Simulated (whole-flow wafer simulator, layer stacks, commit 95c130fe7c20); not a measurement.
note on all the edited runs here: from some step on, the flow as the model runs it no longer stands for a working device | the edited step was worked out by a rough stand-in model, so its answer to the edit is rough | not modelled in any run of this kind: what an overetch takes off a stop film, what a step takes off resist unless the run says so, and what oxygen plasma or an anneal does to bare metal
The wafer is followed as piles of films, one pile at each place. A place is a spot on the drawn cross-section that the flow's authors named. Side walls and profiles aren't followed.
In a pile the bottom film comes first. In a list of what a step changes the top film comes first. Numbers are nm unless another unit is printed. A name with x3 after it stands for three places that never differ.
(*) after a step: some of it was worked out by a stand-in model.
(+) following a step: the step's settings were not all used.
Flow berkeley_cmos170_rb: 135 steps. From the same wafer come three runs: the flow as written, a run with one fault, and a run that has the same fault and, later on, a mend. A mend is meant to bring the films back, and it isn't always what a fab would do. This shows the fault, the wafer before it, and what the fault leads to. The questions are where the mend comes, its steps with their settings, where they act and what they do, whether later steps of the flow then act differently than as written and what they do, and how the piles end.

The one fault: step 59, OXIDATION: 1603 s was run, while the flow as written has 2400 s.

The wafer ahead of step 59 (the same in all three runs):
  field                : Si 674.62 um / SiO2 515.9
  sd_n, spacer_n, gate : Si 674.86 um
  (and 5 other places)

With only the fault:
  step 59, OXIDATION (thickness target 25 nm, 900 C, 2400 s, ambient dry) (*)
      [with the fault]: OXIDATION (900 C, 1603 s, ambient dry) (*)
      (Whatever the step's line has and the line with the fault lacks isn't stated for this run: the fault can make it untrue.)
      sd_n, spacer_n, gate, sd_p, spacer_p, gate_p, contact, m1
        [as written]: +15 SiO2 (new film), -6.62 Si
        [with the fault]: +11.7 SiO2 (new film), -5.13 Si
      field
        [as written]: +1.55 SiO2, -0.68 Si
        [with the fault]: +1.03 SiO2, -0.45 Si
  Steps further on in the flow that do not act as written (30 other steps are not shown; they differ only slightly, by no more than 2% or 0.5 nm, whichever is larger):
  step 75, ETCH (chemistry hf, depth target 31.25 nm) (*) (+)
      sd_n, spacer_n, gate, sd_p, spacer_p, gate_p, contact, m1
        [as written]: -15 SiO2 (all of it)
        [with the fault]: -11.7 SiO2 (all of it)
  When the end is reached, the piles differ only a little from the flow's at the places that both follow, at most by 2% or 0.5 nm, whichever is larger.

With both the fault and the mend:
  After step 64 comes the mend.
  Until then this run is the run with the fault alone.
  step 64a, STRIP (*) (+)
      sd_p
        -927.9 KrF resist (all of it)
      spacer_p
        -911.1 KrF resist (all of it)
      gate_p
        -910.3 KrF resist (all of it)
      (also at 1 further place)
  step 64b, CLEAN (*) (the flow's step 51 again)
      does not change any film at any place that is followed
  step 64c, OXIDATION (900 C, 785 s, ambient dry) (*) (the flow's step 59 again, with other settings)
      sd_n, spacer_n, gate, sd_p, spacer_p, gate_p, contact, m1
        +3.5 SiO2, -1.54 Si
      field
        +0.51 SiO2, -0.22 Si
  step 64d, COAT (KrF resist, thickness 900 nm) (*) (the flow's step 61 again)
      field
        +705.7 KrF resist (new film)
      sd_n
        +957.4 KrF resist (new film)
      spacer_n
        +924.9 KrF resist (new film)
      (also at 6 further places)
  step 64e, EXPOSE (photomask PWELL) (the flow's step 62 again)
      does not change any film at any place that is followed
  step 64f, PEB (130 C, 60 s) (*) (the flow's step 63 again)
      does not change any film at any place that is followed
  step 64g, DEVELOP (developer developer-D-0.26N, 45 s) (the flow's step 64 again)
      sd_p, spacer_p, gate_p, m1
        -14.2 KrF resist
      field
        -705.7 KrF resist (all of it)
      sd_n
        -957.4 KrF resist (all of it)
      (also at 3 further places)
  Later steps of the flow that are run all act as written at every place that is followed, up to a difference of at most 2% or 0.5 nm, whichever is larger.
  When the end is reached, the piles differ only a little from the flow's at the places that both follow, at most by 2% or 0.5 nm, whichever is larger.
